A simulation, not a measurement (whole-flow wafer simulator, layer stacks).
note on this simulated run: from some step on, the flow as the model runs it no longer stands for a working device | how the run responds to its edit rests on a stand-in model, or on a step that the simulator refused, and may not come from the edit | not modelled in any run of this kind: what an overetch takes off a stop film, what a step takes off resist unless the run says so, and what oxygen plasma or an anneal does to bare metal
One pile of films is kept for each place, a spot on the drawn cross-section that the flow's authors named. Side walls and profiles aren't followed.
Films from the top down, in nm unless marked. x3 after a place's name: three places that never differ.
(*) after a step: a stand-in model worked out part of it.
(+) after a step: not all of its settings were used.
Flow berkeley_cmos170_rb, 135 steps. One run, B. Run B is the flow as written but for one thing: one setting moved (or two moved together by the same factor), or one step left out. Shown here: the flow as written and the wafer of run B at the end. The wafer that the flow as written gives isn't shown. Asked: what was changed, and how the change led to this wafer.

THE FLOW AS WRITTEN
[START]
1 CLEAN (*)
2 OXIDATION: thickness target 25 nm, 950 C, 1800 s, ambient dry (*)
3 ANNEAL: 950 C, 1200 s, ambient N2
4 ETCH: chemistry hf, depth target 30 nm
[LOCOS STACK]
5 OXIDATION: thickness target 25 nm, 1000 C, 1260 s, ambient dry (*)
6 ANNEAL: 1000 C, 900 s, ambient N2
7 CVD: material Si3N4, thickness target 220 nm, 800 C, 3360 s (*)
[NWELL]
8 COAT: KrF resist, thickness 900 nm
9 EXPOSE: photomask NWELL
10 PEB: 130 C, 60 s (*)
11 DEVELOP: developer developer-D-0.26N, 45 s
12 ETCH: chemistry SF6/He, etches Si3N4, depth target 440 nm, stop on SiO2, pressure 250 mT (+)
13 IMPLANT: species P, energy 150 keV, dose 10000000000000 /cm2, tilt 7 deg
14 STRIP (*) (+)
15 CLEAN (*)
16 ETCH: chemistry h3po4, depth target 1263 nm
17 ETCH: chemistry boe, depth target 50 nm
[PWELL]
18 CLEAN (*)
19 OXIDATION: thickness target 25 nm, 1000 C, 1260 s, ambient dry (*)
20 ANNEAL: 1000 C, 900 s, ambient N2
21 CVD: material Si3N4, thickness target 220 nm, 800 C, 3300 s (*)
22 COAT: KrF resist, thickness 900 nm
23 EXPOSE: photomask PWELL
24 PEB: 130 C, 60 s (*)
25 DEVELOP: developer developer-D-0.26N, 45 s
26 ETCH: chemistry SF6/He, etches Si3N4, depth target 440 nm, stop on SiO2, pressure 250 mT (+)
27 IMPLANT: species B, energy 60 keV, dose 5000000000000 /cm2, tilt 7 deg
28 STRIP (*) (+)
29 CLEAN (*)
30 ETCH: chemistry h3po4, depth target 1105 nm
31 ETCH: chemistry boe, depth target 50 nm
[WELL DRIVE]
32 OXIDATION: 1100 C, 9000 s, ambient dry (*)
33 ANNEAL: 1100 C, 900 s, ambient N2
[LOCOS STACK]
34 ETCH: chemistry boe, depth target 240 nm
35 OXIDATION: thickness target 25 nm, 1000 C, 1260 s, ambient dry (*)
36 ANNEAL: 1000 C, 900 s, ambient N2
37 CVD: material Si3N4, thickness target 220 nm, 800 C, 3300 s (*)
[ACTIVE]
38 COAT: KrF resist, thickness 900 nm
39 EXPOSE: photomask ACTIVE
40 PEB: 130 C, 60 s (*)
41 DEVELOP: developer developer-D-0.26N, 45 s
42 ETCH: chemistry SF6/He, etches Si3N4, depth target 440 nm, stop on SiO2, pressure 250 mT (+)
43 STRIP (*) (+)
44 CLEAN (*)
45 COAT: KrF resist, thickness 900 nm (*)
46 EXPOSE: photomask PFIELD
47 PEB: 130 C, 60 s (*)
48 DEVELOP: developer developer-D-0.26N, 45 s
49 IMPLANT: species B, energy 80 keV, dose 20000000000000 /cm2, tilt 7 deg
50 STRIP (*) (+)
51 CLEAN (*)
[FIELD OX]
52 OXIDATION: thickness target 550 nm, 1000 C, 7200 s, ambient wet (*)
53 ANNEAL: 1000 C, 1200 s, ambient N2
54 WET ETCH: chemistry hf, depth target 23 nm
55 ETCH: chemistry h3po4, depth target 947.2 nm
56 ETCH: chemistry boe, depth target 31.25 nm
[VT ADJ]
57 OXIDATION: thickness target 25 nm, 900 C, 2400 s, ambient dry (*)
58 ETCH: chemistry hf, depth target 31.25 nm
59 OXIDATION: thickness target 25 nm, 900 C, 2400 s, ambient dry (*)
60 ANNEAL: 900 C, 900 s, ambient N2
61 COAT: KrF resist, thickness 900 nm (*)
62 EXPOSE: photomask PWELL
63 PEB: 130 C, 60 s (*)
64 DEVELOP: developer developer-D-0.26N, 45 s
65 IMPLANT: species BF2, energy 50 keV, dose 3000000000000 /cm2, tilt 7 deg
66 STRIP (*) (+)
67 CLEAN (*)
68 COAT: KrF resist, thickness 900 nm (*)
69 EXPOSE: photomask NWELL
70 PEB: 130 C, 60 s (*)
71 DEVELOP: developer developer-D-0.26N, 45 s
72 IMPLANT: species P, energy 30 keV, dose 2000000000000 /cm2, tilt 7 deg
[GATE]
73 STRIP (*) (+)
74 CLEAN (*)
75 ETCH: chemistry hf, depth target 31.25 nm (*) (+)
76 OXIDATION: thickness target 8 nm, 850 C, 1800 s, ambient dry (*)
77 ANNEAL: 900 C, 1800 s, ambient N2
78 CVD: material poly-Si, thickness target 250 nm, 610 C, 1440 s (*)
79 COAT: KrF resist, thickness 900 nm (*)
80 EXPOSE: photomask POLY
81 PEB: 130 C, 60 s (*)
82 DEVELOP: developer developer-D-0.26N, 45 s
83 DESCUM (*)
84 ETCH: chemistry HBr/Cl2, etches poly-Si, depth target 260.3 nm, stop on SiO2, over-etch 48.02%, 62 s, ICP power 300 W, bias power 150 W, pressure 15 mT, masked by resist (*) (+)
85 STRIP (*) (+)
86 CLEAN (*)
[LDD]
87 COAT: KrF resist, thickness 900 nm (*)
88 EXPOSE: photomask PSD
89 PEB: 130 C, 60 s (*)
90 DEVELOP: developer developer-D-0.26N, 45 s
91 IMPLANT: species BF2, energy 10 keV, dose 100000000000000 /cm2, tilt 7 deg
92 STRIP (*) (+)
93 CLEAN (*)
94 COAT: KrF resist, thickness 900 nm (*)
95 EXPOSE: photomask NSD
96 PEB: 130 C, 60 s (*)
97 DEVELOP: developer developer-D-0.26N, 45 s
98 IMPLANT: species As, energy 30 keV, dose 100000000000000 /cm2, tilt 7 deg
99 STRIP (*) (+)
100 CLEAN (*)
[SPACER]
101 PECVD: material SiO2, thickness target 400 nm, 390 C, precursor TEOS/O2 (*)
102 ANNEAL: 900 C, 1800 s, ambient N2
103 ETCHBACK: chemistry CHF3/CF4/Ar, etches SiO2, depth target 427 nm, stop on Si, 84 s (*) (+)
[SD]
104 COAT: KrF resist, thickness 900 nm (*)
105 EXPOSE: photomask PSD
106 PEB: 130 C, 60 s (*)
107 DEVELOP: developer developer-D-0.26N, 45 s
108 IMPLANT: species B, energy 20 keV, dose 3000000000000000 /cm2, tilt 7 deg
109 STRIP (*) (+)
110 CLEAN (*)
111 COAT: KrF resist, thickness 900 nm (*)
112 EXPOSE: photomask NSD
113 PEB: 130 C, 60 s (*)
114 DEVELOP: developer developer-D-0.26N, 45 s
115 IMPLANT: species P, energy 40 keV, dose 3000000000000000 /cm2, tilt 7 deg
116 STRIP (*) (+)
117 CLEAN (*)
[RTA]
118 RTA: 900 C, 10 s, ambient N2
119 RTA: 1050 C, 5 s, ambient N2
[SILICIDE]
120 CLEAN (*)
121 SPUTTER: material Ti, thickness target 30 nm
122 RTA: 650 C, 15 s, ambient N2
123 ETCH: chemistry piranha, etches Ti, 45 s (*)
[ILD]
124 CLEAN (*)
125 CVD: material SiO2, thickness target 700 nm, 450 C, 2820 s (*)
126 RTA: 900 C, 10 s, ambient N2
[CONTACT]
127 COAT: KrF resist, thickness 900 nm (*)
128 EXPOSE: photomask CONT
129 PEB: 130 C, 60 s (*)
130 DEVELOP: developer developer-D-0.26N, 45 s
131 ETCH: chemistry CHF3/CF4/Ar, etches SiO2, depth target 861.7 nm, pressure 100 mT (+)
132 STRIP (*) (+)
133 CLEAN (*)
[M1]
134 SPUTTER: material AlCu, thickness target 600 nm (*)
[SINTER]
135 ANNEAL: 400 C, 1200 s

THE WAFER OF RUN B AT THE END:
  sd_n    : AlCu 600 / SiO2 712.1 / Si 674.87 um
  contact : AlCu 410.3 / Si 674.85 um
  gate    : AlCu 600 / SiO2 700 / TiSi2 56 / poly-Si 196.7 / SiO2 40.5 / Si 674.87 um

The cause: step 34, ETCH: depth target 92 nm was run, where the flow has depth target 240 nm.

How the change led to this, step by step:
  34 ETCH: chemistry boe, depth target 240 nm
      field, sd_n, spacer_n and 6 more: SiO2 -92 (as written it would be: SiO2 -197.6 (all of it))
  35 OXIDATION: thickness target 25 nm, 1000 C, 1260 s, ambient dry (*)
      field, sd_n, spacer_n and 6 more: SiO2 +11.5, Si -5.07 (as written it would be: SiO2 +26.6 (new film), Si -11.7)
  52 OXIDATION: thickness target 550 nm, 1000 C, 7200 s, ambient wet (*)
      gate, sd_p: SiO2 +12.9 (new film), Si3N4 -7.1 (as written it would be: SiO2 +12.9 (new film), Si3N4 -7.1, SiO2 +0.08, Si -0.08)
      sd_n: SiO2 +12.9 (new film), Si3N4 -7.1 (as written it would be: SiO2 +12.9 (new film), Si3N4 -7.1, SiO2 +2.22, Si -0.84)
      (and at 2 more places)
  56 ETCH: chemistry boe, depth target 31.25 nm
      spacer_n, gate, sd_p, spacer_p, gate_p, contact: SiO2 -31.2 (as written it would be: SiO2 -26.6 (all of it))
      sd_n: SiO2 -31.2 (as written it would be: SiO2 -28.8 (all of it))
      (and at 1 more place)
  57 OXIDATION: thickness target 25 nm, 900 C, 2400 s, ambient dry (*)
      sd_n, spacer_n, gate, sd_p, spacer_p, gate_p, contact, m1: SiO2 +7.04, Si -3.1 (as written it would be: SiO2 +15 (new film), Si -6.62)
  58 ETCH: chemistry hf, depth target 31.25 nm
      sd_n, spacer_n, gate, sd_p, spacer_p, gate_p, contact, m1: SiO2 -31.3 (as written it would be: SiO2 -15 (all of it))
  59 OXIDATION: thickness target 25 nm, 900 C, 2400 s, ambient dry (*)
      sd_n, spacer_n, gate, sd_p, spacer_p, gate_p, contact, m1: SiO2 +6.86, Si -3.02 (as written it would be: SiO2 +15 (new film), Si -6.62)
  75 ETCH: chemistry hf, depth target 31.25 nm (*) (+)
      sd_n, spacer_n, gate, sd_p, spacer_p, gate_p, contact, m1: SiO2 -31.2 (as written it would be: SiO2 -15 (all of it))
  76 OXIDATION: thickness target 8 nm, 850 C, 1800 s, ambient dry (*)
      sd_n, spacer_n, gate, sd_p, spacer_p, gate_p, contact, m1: SiO2 +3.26, Si -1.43 (as written it would be: SiO2 +7.53 (new film), Si -3.31)
  103 ETCHBACK: chemistry CHF3/CF4/Ar, etches SiO2, depth target 427 nm, stop on Si, 84 s (*) (+)
      sd_n, contact, m1: SiO2 -427 (as written it would be: SiO2 -406.1 (all of it))
      sd_p: SiO2 -419.2 (all of it) (as written it would be: SiO2 -388.4 (all of it))
  104 COAT: KrF resist, thickness 900 nm (*)
      sd_n: KrF resist +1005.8 (new film) (as written it would be: KrF resist +982.1 (new film))
      sd_p: KrF resist +1022.6 (new film) (as written it would be: KrF resist +990.7 (new film))
  107 DEVELOP: developer developer-D-0.26N, 45 s
      sd_p: KrF resist -1022.6 (all of it) (as written it would be: KrF resist -990.7 (all of it))
  109 STRIP (*) (+)
      sd_n: KrF resist -991.6 (all of it) (as written it would be: KrF resist -967.9 (all of it))
  111 COAT: KrF resist, thickness 900 nm (*)
      sd_n: KrF resist +1005.8 (new film) (as written it would be: KrF resist +982.1 (new film))
      sd_p: KrF resist +1022.6 (new film) (as written it would be: KrF resist +990.7 (new film))
  114 DEVELOP: developer developer-D-0.26N, 45 s
      sd_n: KrF resist -1005.8 (all of it) (as written it would be: KrF resist -982.1 (all of it))
  116 STRIP (*) (+)
      sd_p: KrF resist -1008.4 (all of it) (as written it would be: KrF resist -976.5 (all of it))
  ... 8 more steps ...
  134 SPUTTER: material AlCu, thickness target 600 nm (*)
      sd_p: AlCu +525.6 (new film) (as written it would be: AlCu +545.9 (new film))
